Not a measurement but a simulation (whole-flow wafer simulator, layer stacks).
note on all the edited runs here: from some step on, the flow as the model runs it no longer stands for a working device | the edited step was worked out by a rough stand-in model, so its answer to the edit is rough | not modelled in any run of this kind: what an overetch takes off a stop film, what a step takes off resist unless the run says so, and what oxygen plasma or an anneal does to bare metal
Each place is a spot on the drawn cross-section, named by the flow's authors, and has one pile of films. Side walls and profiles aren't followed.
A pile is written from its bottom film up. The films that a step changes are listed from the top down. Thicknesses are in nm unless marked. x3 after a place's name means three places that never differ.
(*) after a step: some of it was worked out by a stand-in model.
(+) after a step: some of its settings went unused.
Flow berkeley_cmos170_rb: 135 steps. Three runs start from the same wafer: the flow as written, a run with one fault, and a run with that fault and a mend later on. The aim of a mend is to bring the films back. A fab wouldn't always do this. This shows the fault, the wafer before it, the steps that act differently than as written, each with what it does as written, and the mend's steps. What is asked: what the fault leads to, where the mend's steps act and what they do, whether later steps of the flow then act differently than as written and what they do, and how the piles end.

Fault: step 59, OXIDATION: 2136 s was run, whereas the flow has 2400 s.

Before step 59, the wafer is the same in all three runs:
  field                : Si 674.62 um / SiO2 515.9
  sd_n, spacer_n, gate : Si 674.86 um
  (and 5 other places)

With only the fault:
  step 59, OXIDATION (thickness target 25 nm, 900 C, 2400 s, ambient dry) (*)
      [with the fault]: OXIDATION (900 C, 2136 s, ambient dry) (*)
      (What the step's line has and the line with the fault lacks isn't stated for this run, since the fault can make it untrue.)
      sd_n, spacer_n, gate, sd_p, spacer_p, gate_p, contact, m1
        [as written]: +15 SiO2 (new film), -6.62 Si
        [with the fault]: +14 SiO2 (new film), -6.15 Si
  Steps later in the flow that act otherwise than as written (29 other steps are not shown; they differ only slightly, by no more than 2% or 0.5 nm, whichever is larger):
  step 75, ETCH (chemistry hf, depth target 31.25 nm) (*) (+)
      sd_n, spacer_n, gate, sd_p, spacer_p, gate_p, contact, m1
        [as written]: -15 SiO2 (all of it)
        [with the fault]: -14 SiO2 (all of it)
  The piles end only slightly different from the flow's at the places that both follow, by no more than 2% or 0.5 nm, whichever is larger.

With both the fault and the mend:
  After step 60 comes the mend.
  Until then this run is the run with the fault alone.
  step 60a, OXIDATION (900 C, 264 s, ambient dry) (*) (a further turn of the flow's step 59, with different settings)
      sd_n, spacer_n, gate, sd_p, spacer_p, gate_p, contact, m1
        +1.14 SiO2, -0.5 Si
      field
        +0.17 SiO2, -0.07 Si
  Every later step of the flow that is run acts as written, at every place that is followed, to within 2% or 0.5 nm, whichever is larger.
  The piles end only slightly different from the flow's at the places that both follow, by no more than 2% or 0.5 nm, whichever is larger.
